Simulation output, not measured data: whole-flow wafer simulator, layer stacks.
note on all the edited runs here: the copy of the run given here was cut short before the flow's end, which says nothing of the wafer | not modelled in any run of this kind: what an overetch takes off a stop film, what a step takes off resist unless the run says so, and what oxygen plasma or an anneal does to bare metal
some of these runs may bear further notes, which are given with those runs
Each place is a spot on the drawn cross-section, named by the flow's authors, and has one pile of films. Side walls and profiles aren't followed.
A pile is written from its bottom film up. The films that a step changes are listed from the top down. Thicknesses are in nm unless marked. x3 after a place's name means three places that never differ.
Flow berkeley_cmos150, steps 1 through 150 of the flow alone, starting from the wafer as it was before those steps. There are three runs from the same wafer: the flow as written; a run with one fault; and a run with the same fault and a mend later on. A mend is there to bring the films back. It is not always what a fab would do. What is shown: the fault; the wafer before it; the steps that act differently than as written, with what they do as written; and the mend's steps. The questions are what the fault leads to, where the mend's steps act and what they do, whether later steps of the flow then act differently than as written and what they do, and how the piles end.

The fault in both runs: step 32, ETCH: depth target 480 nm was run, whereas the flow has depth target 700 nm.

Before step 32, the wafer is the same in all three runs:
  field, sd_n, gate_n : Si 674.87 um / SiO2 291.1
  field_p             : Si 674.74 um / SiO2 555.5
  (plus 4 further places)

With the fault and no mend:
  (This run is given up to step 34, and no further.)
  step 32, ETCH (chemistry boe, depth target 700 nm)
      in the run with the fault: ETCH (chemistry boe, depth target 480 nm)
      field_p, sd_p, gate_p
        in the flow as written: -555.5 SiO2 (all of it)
        in the run with the fault: -480 SiO2
  Steps later in the flow that act otherwise than as written:
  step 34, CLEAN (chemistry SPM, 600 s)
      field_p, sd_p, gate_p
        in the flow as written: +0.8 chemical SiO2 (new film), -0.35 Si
        in the run with the fault: nothing
  After step 34, at field_p, sd_p, gate_p, the piles differ from the flow's by more than 2% or 0.5 nm, whichever is larger.
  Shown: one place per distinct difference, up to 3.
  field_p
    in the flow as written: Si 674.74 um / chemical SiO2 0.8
    in the run with the fault: Si 674.74 um / SiO2 75.5

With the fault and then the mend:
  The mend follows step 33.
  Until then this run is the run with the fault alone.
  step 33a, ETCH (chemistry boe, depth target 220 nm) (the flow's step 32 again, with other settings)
      field_p, sd_p, gate_p
        -75.5 SiO2 (all of it)
  Every later step of the flow that is run acts as written at every place that is followed.
  By the end, the piles equal the flow's at every place that both follow.
